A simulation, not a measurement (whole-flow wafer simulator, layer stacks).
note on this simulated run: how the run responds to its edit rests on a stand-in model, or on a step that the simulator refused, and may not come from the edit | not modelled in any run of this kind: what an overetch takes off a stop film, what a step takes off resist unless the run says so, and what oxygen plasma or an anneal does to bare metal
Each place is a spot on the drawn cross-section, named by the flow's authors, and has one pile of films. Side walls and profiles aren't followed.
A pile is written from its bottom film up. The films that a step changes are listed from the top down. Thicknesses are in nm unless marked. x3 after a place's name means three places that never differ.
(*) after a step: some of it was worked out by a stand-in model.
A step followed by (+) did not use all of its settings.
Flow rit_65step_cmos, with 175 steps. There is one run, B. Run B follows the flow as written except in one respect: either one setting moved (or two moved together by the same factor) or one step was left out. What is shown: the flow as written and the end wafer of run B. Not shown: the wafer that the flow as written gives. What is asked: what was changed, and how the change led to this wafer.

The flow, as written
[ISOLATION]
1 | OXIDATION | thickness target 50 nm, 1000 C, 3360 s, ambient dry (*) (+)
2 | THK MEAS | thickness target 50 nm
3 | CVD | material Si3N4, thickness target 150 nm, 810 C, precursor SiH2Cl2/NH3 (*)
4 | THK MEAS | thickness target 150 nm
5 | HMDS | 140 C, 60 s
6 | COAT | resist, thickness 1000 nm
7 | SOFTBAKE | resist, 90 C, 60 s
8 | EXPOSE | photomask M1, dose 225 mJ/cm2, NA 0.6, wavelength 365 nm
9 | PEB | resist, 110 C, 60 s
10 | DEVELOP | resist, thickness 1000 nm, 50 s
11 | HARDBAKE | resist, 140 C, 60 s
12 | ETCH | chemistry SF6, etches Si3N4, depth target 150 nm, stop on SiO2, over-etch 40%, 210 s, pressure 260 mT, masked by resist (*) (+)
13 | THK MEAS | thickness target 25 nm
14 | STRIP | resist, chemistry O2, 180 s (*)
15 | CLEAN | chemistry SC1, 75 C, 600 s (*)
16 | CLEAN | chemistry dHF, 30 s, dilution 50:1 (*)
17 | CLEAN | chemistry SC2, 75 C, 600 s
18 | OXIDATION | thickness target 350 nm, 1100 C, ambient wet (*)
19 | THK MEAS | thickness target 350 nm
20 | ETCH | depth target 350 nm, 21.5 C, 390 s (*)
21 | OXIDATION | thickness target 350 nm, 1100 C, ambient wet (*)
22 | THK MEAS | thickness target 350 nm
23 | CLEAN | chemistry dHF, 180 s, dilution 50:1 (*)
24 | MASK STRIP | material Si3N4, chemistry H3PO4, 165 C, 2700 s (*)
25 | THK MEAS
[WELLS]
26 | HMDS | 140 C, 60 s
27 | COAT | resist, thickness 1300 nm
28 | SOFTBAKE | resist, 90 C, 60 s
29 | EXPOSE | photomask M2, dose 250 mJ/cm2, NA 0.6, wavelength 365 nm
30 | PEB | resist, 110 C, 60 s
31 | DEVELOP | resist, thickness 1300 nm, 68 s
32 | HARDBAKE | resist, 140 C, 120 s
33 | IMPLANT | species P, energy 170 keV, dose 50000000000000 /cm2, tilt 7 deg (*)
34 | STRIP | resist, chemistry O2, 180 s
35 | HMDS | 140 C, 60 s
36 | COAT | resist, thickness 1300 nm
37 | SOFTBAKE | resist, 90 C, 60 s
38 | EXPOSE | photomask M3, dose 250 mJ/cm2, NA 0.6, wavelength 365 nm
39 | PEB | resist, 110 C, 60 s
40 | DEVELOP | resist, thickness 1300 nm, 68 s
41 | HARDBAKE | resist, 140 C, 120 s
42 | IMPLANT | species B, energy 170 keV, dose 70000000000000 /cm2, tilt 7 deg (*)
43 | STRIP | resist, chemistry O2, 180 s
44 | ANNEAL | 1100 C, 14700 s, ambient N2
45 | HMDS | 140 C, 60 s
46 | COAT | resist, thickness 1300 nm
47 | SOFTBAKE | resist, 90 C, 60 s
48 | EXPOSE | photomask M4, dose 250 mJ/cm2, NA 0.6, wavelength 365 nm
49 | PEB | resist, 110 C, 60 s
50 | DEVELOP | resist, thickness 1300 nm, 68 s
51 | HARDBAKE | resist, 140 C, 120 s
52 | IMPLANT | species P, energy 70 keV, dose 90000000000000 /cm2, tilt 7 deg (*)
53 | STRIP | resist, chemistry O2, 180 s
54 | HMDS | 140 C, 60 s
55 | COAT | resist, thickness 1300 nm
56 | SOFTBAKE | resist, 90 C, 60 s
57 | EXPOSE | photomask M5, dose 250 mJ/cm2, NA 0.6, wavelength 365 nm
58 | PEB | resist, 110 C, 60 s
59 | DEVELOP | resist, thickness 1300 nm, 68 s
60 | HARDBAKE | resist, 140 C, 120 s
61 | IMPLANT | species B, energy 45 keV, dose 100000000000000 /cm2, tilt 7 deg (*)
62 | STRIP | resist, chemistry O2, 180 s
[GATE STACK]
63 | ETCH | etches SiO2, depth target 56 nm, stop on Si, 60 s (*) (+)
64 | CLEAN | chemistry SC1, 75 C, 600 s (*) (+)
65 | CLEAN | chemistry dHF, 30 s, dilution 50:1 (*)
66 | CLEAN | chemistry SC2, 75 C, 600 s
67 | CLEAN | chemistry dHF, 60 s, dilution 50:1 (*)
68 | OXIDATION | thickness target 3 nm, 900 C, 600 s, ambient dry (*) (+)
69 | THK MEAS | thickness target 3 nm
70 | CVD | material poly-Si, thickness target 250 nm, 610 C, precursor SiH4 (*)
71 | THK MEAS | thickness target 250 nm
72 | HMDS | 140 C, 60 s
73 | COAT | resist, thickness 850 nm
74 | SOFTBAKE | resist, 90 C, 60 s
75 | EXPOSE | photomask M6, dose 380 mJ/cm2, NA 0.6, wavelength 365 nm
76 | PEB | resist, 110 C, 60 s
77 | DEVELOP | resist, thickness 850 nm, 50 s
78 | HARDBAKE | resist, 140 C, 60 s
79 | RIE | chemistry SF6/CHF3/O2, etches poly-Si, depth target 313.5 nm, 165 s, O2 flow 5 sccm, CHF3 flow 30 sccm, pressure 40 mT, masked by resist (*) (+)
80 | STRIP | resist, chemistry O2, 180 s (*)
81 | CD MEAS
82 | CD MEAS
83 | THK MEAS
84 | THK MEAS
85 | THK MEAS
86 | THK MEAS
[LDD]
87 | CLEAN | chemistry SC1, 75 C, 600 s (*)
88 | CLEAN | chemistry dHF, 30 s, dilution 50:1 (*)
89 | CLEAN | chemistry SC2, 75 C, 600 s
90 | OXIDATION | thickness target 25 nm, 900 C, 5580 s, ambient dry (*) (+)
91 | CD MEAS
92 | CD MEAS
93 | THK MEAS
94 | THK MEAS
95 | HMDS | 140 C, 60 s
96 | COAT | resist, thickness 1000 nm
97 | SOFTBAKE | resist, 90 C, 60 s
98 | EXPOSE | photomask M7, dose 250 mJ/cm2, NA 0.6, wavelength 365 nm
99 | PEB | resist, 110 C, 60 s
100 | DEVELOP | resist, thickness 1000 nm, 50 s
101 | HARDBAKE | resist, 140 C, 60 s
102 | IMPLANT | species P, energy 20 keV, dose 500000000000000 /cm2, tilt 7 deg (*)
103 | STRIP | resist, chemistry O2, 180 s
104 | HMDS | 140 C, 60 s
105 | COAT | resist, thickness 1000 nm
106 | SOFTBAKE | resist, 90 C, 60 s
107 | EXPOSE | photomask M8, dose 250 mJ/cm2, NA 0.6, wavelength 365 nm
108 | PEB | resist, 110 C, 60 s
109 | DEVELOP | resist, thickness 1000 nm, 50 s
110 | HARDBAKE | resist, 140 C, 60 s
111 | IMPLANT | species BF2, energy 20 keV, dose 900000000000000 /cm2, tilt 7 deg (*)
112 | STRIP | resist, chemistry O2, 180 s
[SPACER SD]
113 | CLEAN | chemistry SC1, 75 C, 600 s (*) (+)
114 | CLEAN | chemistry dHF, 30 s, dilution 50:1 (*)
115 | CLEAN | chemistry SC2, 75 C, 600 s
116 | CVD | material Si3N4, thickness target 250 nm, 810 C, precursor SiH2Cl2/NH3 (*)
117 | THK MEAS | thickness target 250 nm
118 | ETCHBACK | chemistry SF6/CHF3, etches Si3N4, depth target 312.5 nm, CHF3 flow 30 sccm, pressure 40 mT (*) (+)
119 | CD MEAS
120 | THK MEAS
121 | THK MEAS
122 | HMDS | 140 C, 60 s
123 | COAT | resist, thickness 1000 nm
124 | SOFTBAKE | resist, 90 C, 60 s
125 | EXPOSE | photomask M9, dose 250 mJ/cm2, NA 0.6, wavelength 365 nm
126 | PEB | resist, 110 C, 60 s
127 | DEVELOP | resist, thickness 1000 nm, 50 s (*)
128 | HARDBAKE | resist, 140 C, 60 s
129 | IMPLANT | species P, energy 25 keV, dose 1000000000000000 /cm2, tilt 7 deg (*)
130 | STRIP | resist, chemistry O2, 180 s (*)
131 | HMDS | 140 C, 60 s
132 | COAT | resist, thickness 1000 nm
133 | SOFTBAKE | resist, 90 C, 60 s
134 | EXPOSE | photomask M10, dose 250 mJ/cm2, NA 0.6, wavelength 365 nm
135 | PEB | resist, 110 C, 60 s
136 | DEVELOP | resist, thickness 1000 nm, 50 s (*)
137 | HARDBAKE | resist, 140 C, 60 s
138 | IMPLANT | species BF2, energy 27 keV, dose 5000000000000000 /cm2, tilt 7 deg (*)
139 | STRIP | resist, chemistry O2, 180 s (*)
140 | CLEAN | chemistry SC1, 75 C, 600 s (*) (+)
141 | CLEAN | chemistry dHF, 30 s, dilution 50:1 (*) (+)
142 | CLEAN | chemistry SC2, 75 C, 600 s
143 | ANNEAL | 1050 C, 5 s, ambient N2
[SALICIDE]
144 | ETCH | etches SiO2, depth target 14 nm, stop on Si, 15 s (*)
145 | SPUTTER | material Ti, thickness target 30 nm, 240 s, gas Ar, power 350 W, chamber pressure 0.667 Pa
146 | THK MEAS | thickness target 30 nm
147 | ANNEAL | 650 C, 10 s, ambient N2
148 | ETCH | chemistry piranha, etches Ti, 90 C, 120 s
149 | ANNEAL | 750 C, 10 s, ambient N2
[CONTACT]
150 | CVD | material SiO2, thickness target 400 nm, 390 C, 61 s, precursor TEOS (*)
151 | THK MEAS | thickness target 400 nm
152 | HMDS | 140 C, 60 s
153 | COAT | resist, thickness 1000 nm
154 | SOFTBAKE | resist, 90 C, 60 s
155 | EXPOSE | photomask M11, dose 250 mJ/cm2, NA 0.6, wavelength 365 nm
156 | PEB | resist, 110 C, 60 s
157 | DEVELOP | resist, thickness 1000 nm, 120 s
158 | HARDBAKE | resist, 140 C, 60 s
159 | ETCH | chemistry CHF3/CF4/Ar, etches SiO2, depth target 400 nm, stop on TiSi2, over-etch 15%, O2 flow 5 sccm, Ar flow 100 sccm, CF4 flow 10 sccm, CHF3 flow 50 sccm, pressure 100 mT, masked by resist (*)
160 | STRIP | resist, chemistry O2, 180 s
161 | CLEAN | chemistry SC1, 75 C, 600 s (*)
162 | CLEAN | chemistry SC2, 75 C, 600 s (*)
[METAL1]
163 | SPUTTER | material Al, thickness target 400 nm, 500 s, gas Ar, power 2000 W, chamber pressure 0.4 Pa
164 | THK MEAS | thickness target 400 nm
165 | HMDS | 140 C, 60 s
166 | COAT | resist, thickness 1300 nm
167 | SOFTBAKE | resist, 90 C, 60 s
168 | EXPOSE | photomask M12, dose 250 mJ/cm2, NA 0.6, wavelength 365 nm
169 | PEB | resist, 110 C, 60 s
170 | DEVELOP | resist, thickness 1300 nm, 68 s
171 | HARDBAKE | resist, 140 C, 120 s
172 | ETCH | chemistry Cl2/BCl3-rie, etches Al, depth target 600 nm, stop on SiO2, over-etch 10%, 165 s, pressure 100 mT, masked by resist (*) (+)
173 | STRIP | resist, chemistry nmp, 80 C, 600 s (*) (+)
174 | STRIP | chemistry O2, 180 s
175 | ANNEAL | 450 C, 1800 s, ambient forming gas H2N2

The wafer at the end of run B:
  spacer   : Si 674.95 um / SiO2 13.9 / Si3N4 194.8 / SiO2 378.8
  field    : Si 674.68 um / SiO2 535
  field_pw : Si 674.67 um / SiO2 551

Cause: step 163, SPUTTER: power 2616 W was run, whereas the flow has power 2000 W.

How this came from the change, step by step:
  163 | SPUTTER | material Al, thickness target 400 nm, 500 s, gas Ar, power 2000 W, chamber pressure 0.4 Pa
      field, field_pw, field_p, spacer, spacer_p: Al gains 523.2 (new film) (as written it would have been: Al gains 400 (new film))
      gate_n, gate_p: Al gains 505.5 (new film) (as written it would have been: Al gains 396 (new film))
      (and at 1 other place as well)
  172 | ETCH | chemistry Cl2/BCl3-rie, etches Al, depth target 600 nm, stop on SiO2, over-etch 10%, 165 s, pressure 100 mT, masked by resist (*) (+)
      field, field_pw, field_p, spacer, spacer_p: Al loses 523.2 (all of it), SiO2 loses 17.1 (as written it would have been: Al loses 400 (all of it), SiO2 loses 32.5)
      gate_n, gate_p: Al loses 505.5 (all of it), SiO2 loses 19.3 (as written it would have been: Al loses 396 (all of it), SiO2 loses 33)
      (and at 1 other place as well)
